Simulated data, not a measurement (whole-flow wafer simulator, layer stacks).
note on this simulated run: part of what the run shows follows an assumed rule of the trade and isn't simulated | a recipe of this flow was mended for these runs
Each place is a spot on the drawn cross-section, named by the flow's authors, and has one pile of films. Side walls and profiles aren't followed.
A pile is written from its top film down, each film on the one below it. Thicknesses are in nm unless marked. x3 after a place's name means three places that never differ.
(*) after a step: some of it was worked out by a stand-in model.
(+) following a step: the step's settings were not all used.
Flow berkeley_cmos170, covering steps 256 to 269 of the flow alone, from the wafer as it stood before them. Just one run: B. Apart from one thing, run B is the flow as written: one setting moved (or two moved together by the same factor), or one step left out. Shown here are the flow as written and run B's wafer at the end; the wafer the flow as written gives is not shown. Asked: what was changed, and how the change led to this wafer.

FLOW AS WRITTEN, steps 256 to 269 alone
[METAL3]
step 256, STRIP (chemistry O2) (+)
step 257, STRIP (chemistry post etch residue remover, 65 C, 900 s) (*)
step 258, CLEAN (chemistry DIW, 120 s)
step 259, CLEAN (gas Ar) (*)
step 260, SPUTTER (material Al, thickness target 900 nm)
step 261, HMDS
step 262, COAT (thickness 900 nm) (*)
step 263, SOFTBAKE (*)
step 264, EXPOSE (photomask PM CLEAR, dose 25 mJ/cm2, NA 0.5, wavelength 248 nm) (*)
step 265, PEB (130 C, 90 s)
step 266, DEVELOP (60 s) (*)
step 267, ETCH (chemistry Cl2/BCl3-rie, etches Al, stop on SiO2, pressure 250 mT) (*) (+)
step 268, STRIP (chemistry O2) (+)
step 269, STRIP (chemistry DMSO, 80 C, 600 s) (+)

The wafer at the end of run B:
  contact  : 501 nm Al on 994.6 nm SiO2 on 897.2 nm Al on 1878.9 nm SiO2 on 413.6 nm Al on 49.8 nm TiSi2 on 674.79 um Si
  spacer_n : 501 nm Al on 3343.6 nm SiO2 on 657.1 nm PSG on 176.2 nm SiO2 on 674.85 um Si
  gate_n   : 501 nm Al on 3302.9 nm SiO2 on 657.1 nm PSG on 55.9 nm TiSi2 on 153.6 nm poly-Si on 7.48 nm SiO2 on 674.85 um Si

Cause: step 260, SPUTTER: thickness target 501 nm was run, whereas the flow has thickness target 900 nm.
The wafer lets one read it off: contact has Al 501, and step 260 as written asks for 900 nm.

How this came from the change, step by step:
  step 260, SPUTTER (material Al, thickness target 900 nm)
      field, mark, sd_n and 9 more: +501 Al (new film) (it would be, as written: +900 Al (new film))
      via2: +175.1 Al (it would be, as written: +259.4 Al)
  step 262, COAT (thickness 900 nm) (*)
      via2: +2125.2 KrF-resist (new film) (it would be, as written: +2428.6 KrF-resist (new film))
  step 265, PEB (130 C, 90 s)
      via2: -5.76 KrF-resist (it would be, as written: -7.55 KrF-resist)
  step 267, ETCH (chemistry Cl2/BCl3-rie, etches Al, stop on SiO2, pressure 250 mT) (*) (+)
      field, sd_n, spacer_n and 9 more: -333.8 KrF-resist (it would be, as written: -533.3 KrF-resist)
      mark: -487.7 Al (all of it), -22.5 SiO2 (it would be, as written: -886.7 Al (all of it), -22.5 SiO2)
  step 268, STRIP (chemistry O2) (+)
      field, spacer_n, gate_n: -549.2 KrF-resist (all of it) (it would be, as written: -349.7 KrF-resist (all of it))
      spacer_p, gate_p: -549.1 KrF-resist (all of it) (it would be, as written: -349.6 KrF-resist (all of it))
      (and at 7 other places as well)
